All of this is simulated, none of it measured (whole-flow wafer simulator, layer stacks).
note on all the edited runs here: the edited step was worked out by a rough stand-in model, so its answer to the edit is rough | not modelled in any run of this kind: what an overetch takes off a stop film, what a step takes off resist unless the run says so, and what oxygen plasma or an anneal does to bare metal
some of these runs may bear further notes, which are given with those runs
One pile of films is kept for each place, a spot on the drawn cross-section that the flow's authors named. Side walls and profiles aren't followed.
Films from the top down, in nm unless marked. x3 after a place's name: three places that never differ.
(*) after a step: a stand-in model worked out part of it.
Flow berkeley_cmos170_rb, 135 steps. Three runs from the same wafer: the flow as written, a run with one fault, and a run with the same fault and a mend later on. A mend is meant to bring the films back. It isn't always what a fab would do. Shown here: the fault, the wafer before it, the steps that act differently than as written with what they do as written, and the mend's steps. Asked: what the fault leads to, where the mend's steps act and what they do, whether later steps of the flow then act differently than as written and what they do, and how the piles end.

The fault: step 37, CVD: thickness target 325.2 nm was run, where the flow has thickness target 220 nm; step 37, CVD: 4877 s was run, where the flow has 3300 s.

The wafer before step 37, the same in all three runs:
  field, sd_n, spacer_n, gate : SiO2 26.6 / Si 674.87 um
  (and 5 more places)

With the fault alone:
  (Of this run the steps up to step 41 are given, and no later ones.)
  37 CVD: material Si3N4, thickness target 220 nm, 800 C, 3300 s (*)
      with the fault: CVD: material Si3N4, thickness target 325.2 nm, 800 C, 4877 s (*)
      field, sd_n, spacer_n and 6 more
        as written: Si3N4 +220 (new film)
        with the fault: Si3N4 +325.2 (new film)
  No later step of the flow up to step 41 acts differently than as written at any place that is followed.
  After step 41 the piles differ from the flow's by more than 2% or 0.5 nm, whichever is larger, at field, sd_n, spacer_n and 6 more.
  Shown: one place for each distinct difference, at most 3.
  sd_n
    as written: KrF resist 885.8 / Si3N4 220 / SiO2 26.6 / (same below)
    with the fault: KrF resist 885.8 / Si3N4 325.2 / SiO2 26.6 / (same below)
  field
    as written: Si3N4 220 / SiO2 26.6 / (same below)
    with the fault: Si3N4 325.2 / SiO2 26.6 / (same below)

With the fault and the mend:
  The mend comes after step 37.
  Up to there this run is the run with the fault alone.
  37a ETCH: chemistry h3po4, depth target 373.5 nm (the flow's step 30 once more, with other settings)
      field, sd_n, spacer_n and 6 more
        Si3N4 -325.2 (all of it)
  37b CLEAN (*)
      changes no film at any place that is followed
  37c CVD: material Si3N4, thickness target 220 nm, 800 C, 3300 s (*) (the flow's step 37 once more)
      field, sd_n, spacer_n and 6 more
        Si3N4 +220 (new film)
  No later step of the flow acts differently than as written at any place that is followed.
  At the end the piles are the same as the flow's at every place that both follow.
